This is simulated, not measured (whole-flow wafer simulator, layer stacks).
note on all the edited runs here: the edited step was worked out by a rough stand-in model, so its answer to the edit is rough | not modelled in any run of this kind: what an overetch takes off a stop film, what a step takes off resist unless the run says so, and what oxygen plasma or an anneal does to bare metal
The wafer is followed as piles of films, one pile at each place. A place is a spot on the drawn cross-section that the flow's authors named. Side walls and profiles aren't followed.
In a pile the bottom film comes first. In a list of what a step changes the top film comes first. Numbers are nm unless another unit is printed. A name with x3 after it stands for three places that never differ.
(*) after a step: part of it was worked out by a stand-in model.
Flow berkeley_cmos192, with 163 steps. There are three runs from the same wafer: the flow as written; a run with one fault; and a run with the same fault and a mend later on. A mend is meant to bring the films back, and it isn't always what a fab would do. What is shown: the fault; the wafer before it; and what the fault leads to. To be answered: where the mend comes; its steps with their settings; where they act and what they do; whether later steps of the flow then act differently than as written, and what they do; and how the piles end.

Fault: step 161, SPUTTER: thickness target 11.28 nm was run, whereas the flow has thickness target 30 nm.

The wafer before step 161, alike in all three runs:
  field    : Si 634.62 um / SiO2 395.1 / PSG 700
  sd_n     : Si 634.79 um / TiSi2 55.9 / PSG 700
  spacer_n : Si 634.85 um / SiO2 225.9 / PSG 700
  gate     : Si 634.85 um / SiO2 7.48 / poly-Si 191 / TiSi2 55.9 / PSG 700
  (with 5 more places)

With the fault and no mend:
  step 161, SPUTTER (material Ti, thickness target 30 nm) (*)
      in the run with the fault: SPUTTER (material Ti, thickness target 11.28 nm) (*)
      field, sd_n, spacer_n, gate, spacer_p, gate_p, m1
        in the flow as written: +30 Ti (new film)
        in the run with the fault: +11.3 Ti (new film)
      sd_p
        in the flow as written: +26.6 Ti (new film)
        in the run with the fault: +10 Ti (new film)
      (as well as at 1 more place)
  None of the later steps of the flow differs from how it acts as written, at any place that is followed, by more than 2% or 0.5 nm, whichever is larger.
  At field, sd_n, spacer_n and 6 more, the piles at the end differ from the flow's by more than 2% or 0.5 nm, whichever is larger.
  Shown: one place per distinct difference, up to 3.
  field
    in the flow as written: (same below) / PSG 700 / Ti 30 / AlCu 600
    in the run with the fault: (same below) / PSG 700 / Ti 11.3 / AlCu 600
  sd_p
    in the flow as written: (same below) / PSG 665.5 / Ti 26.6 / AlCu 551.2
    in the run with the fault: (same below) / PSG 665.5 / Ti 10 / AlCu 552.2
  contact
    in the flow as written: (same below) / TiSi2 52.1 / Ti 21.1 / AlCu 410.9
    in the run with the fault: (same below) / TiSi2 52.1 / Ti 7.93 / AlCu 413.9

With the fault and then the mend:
  The mend follows step 161.
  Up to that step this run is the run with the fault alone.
  step 161a, ETCH (chemistry piranha, etches Ti, 120 C, 19.44 s) (a further turn of the flow's step 148, with different settings)
      field, sd_n, spacer_n, gate, spacer_p, gate_p, m1
        -11.3 Ti (all of it)
      sd_p
        -10 Ti (all of it)
      contact
        -7.93 Ti (all of it)
  step 161b, SPUTTER (material Ti, thickness target 30 nm) (*) (a further turn of the flow's step 161)
      field, sd_n, spacer_n, gate, spacer_p, gate_p, m1
        +30 Ti (new film)
      sd_p
        +26.6 Ti (new film)
      contact
        +21.1 Ti (new film)
  None of the later steps of the flow acts differently than as written at any place that is followed.
  At every place that both follow, the piles at the end match the flow's.
